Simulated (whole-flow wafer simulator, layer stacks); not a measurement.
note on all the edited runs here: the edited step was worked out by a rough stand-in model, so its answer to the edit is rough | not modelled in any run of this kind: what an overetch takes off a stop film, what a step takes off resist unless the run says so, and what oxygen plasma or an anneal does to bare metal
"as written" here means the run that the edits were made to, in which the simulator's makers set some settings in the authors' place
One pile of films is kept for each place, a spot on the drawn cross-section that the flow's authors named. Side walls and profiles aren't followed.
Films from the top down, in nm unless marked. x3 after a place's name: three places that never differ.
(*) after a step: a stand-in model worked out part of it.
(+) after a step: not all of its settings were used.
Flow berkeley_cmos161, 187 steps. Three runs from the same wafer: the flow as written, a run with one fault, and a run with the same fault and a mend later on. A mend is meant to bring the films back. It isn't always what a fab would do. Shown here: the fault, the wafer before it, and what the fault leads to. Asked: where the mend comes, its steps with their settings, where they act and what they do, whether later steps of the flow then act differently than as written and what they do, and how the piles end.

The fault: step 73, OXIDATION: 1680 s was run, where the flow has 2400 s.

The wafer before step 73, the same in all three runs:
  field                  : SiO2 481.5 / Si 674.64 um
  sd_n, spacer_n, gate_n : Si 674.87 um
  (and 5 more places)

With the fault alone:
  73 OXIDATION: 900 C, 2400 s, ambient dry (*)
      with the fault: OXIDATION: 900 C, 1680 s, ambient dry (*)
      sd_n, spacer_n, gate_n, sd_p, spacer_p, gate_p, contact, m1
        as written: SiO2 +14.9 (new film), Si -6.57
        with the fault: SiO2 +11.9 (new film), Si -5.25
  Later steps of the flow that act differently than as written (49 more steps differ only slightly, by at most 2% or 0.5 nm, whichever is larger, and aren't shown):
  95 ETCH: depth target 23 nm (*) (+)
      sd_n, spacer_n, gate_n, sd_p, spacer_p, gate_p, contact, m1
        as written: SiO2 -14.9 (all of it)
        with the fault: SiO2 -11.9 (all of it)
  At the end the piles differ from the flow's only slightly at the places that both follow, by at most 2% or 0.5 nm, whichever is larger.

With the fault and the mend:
  The mend comes after step 73.
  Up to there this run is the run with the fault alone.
  73a OXIDATION: 900 C, 720 s, ambient dry (*) (the flow's step 73 once more, with other settings)
      sd_n, spacer_n, gate_n, sd_p, spacer_p, gate_p, contact, m1
        SiO2 +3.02, Si -1.33
      field
        SiO2 +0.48, Si -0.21
  No later step of the flow acts differently than as written at any place that is followed.
  At the end the piles are the same as the flow's at every place that both follow.
